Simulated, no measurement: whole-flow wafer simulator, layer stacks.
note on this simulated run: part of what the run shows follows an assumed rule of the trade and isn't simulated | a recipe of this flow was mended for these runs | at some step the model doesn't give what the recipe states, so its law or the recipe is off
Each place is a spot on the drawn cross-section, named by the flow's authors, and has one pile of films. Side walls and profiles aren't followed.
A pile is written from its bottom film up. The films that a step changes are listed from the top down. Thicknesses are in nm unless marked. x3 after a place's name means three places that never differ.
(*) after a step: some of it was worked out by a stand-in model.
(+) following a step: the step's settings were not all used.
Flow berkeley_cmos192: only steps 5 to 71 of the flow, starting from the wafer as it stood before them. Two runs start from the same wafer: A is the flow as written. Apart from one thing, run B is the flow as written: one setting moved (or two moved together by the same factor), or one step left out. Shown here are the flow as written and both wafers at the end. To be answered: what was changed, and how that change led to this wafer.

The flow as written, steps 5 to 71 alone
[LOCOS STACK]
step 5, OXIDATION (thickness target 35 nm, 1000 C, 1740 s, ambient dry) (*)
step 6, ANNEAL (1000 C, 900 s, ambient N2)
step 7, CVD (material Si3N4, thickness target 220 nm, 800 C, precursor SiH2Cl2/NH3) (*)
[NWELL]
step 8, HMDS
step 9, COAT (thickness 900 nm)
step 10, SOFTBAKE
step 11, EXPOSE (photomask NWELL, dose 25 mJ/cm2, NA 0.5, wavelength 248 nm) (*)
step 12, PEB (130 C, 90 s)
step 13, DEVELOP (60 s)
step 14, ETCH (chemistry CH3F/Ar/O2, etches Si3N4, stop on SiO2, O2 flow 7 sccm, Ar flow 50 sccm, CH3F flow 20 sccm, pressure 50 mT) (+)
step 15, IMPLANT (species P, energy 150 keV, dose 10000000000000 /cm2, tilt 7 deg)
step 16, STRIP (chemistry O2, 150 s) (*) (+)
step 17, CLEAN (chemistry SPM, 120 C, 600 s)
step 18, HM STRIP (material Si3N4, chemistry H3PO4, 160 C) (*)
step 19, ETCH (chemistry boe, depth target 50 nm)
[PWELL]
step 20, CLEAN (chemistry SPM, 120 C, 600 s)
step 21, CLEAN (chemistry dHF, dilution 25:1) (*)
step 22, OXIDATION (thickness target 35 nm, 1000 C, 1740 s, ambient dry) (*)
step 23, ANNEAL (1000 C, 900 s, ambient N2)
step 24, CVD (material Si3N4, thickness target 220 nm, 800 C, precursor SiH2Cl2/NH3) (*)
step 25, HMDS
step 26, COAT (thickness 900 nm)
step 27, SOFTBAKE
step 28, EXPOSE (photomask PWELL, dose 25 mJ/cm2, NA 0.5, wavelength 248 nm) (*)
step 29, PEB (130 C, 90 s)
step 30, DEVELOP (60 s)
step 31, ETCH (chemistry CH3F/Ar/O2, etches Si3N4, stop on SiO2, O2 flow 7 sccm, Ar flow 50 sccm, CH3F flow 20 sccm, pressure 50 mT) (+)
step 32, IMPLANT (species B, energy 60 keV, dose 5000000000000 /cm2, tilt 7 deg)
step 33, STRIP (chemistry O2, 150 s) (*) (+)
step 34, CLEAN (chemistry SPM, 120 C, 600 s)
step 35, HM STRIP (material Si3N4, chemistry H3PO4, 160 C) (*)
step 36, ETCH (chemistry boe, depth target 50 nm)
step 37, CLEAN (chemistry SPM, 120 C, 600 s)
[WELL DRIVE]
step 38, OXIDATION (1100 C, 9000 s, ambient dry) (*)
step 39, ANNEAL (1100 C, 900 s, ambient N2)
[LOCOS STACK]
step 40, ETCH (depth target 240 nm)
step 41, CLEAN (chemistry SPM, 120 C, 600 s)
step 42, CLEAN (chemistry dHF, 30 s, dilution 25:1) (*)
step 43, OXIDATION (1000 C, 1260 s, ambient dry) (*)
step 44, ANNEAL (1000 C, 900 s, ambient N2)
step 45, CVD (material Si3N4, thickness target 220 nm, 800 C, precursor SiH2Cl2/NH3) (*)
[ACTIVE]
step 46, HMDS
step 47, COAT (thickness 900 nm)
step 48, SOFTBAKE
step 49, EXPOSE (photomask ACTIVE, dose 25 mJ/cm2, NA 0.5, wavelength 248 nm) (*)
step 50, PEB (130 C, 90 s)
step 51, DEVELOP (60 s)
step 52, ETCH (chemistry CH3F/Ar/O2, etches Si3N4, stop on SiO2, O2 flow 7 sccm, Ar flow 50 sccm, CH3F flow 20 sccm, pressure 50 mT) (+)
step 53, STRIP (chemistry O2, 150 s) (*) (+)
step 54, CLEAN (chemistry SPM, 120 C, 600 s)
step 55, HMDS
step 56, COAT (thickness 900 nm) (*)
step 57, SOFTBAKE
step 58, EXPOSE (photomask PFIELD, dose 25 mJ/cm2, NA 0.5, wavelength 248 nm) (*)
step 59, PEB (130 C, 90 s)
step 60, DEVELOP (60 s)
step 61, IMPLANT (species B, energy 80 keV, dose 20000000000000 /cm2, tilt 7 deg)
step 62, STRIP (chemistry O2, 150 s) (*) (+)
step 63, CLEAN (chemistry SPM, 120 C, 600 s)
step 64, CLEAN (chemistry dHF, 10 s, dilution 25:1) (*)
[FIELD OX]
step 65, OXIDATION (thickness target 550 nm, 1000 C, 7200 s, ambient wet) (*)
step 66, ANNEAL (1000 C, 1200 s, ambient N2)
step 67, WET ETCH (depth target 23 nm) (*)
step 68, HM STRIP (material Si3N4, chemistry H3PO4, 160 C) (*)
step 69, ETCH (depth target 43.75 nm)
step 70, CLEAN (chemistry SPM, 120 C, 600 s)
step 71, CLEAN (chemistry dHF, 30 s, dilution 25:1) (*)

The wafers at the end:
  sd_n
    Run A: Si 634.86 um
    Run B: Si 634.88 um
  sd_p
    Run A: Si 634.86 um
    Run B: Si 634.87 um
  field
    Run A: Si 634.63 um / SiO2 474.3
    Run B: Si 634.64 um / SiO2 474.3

The reason: step 5, OXIDATION: 700 C was run, whereas the flow has 1000 C.

Step by step, how the change led to this:
  step 5, OXIDATION (thickness target 35 nm, 1000 C, 1740 s, ambient dry) (*)
      field, sd_n, spacer_n and 6 more: A SiO2 gains 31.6 (new film), Si loses 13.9 | B SiO2 gains 2.34 (new film), Si loses 1.03
  step 14, ETCH (chemistry CH3F/Ar/O2, etches Si3N4, stop on SiO2, O2 flow 7 sccm, Ar flow 50 sccm, CH3F flow 20 sccm, pressure 50 mT) (+)
      sd_p, spacer_p, gate_p: A Si3N4 loses 220 (all of it), SiO2 loses 3.67 | B Si3N4 loses 220 (all of it), SiO2 loses 2.34 (all of it), Si loses 1.69
  step 16, STRIP (chemistry O2, 150 s) (*) (+)
      sd_p, spacer_p, gate_p: A nothing | B chemical SiO2 gains 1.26 (new film), Si loses 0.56
  step 18, HM STRIP (material Si3N4, chemistry H3PO4, 160 C) (*)
      field, sd_n, spacer_n, gate, contact, m1: A Si3N4 loses 220 (all of it), SiO2 loses 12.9 | B chemical SiO2 gains 0.5 (new film), Si3N4 loses 220 (all of it), SiO2 loses 2.34 (all of it), Si loses 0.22
      sd_p, spacer_p, gate_p: A SiO2 loses 20.3 | B chemical SiO2 loses 0.76, Si loses 0.22
  step 19, ETCH (chemistry boe, depth target 50 nm)
      field, sd_n, spacer_n, gate, contact, m1: A SiO2 loses 18.7 (all of it) | B chemical SiO2 loses 0.5 (all of it)
      sd_p, spacer_p, gate_p: A SiO2 loses 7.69 (all of it) | B chemical SiO2 loses 0.5 (all of it)
  step 65, OXIDATION (thickness target 550 nm, 1000 C, 7200 s, ambient wet) (*)
      sd_p: A SiO2 gains 12.1 (new film), Si3N4 loses 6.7, SiO2 gains 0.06, Si loses 0.06 | B SiO2 gains 12.1 (new film), Si3N4 loses 6.7
